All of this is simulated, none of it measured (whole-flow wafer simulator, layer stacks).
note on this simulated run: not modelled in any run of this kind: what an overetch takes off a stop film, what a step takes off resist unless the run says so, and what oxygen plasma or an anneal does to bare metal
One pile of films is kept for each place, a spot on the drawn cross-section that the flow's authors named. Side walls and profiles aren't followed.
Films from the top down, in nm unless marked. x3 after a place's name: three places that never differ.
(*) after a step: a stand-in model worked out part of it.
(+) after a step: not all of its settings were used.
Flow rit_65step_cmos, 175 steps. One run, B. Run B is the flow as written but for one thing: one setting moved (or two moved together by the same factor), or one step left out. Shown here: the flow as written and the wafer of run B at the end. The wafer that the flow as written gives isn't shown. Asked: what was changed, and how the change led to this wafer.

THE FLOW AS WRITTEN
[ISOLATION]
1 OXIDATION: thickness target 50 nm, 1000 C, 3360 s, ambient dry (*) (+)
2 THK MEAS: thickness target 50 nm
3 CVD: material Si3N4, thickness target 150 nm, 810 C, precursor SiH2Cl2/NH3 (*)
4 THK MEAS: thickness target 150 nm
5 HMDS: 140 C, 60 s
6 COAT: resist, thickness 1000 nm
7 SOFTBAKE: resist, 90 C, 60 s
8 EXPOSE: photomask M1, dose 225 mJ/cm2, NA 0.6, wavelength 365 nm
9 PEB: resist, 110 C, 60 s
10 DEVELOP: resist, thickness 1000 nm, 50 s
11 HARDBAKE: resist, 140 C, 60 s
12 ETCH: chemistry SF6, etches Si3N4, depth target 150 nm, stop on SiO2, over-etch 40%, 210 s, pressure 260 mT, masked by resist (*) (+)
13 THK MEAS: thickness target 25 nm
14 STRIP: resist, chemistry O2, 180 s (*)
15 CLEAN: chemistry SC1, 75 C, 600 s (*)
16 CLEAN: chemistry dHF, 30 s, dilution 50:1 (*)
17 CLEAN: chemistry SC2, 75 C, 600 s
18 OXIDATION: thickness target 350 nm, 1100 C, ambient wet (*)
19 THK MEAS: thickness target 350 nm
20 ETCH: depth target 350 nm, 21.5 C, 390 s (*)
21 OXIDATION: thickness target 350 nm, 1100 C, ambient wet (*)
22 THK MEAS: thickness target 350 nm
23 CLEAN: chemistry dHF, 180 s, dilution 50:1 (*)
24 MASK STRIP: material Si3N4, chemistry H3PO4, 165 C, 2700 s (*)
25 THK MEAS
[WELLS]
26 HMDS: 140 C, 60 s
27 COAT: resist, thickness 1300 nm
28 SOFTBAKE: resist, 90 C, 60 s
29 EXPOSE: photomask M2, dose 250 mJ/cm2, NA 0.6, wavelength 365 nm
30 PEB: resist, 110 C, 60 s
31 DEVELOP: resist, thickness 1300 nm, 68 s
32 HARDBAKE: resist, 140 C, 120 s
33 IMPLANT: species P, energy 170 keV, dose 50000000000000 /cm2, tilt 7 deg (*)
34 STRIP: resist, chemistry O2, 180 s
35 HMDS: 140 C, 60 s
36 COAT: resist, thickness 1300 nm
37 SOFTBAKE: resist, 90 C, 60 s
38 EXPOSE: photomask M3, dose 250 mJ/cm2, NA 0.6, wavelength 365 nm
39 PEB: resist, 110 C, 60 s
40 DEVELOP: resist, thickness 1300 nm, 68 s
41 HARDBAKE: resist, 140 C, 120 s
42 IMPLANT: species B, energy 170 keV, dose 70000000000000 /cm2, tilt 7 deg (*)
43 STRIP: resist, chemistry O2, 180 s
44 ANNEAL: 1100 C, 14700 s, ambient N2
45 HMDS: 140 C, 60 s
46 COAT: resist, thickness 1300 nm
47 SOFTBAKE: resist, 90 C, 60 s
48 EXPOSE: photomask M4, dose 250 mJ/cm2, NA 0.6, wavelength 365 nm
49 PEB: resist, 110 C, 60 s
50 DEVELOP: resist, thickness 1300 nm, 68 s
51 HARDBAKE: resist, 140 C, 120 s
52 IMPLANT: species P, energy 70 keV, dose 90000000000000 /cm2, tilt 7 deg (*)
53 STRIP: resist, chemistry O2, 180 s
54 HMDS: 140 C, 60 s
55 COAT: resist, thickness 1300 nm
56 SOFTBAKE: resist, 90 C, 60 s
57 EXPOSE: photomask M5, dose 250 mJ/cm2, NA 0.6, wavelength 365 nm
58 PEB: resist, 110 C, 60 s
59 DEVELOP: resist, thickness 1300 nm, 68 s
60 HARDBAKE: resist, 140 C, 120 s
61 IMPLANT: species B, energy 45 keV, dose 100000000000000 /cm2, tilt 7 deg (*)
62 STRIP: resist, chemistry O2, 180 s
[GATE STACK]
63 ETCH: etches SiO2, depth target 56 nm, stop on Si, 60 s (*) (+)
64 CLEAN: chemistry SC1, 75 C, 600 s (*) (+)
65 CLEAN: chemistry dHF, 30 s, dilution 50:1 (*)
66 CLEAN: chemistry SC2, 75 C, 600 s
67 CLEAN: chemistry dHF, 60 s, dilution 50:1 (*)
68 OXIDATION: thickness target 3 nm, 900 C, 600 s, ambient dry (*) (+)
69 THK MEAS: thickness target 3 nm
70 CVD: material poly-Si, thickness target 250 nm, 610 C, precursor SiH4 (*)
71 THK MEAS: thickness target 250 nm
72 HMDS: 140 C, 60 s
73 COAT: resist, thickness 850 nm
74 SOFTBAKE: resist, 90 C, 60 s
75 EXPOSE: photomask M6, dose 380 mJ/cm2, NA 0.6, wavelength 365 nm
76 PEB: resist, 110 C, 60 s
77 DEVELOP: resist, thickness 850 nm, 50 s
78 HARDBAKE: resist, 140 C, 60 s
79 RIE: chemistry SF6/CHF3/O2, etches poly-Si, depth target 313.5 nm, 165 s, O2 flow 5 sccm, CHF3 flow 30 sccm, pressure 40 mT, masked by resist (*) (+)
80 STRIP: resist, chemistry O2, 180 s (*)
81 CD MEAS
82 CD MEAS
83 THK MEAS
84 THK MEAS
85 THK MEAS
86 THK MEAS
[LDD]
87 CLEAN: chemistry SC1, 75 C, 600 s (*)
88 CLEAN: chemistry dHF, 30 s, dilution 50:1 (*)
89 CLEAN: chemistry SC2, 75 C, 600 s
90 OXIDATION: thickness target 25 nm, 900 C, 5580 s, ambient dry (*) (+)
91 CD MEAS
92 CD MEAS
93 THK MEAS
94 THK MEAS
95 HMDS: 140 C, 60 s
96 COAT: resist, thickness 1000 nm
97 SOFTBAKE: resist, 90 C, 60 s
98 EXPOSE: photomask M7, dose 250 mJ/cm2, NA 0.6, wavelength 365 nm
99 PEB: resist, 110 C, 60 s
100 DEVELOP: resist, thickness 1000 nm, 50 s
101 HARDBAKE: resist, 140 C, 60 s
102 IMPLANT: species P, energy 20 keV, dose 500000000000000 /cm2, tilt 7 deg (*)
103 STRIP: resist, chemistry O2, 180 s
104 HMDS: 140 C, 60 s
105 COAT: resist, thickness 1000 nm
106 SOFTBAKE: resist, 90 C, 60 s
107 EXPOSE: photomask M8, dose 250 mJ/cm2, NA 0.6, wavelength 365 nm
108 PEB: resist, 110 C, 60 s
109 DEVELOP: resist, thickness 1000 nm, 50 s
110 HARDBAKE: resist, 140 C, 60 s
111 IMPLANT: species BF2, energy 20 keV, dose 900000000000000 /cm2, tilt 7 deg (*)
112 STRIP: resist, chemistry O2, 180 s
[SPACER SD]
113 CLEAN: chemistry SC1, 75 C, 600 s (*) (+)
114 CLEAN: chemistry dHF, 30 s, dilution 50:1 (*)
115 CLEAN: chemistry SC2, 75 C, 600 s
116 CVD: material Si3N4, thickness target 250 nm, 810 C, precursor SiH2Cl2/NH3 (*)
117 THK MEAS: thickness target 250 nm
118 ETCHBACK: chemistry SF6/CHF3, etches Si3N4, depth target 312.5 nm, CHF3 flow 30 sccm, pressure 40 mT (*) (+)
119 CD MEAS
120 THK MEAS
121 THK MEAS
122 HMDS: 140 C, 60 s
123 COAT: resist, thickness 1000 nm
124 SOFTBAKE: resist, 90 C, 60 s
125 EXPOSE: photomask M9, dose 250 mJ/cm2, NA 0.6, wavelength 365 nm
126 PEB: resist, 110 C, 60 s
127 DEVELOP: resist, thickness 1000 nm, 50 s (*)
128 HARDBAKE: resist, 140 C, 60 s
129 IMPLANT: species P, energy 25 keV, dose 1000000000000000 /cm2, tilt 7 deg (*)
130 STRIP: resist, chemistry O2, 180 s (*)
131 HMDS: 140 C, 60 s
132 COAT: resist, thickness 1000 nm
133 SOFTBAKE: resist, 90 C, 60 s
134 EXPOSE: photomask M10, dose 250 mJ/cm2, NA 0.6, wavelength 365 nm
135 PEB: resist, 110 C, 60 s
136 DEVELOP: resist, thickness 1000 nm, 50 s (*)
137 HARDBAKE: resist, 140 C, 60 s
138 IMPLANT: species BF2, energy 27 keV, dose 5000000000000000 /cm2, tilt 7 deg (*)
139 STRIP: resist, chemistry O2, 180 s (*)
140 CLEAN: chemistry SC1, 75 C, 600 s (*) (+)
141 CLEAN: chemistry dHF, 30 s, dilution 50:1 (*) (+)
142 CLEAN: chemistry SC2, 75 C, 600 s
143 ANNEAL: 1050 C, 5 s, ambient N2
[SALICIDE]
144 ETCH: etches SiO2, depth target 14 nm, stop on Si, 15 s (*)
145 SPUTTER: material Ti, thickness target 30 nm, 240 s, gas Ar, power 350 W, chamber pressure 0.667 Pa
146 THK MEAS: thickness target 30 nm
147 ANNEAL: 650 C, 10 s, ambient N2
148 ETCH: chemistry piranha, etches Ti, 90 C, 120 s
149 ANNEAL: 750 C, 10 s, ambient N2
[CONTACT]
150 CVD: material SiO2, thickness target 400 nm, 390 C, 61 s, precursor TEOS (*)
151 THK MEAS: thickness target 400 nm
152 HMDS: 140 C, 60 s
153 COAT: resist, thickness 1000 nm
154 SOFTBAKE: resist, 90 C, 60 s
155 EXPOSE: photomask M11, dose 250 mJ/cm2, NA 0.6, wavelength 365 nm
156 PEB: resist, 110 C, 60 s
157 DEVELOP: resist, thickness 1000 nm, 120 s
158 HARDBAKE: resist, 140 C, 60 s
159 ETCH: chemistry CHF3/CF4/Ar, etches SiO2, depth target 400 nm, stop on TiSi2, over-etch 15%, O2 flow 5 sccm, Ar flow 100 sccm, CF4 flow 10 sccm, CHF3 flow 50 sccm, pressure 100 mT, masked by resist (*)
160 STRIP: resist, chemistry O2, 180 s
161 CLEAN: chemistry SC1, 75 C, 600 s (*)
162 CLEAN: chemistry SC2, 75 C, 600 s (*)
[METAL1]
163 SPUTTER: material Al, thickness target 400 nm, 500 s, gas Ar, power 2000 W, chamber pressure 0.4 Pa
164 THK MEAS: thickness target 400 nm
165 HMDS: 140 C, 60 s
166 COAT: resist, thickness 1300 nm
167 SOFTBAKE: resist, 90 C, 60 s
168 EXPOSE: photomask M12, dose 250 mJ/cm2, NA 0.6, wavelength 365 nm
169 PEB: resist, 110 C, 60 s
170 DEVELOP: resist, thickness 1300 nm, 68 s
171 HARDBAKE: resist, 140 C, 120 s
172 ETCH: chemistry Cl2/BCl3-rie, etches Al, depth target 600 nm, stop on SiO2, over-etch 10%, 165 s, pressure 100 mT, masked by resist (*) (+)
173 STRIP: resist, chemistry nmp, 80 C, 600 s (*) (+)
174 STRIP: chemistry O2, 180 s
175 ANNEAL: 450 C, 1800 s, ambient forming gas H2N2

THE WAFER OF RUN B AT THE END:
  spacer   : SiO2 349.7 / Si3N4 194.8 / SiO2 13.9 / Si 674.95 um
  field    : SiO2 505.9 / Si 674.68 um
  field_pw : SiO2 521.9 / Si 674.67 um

The cause: step 163, SPUTTER: thickness target 290 nm was run, where the flow has thickness target 400 nm; step 163, SPUTTER: 362 s was run, where the flow has 500 s.

How the change led to this, step by step:
  163 SPUTTER: material Al, thickness target 400 nm, 500 s, gas Ar, power 2000 W, chamber pressure 0.4 Pa
      field, field_p, spacer, spacer_p: Al +290 (new film) (as written it would be: Al +400 (new film))
      gate_n, gate_p: Al +290 (new film) (as written it would be: Al +396 (new film))
      (and at 2 more places)
  172 ETCH: chemistry Cl2/BCl3-rie, etches Al, depth target 600 nm, stop on SiO2, over-etch 10%, 165 s, pressure 100 mT, masked by resist (*) (+)
      field, spacer, spacer_p: Al -290 (all of it), SiO2 -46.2 (as written it would be: Al -400 (all of it), SiO2 -32.5)
      gate_n, gate_p: Al -290 (all of it), SiO2 -46.2 (as written it would be: Al -396 (all of it), SiO2 -33)
      (and at 3 more places)
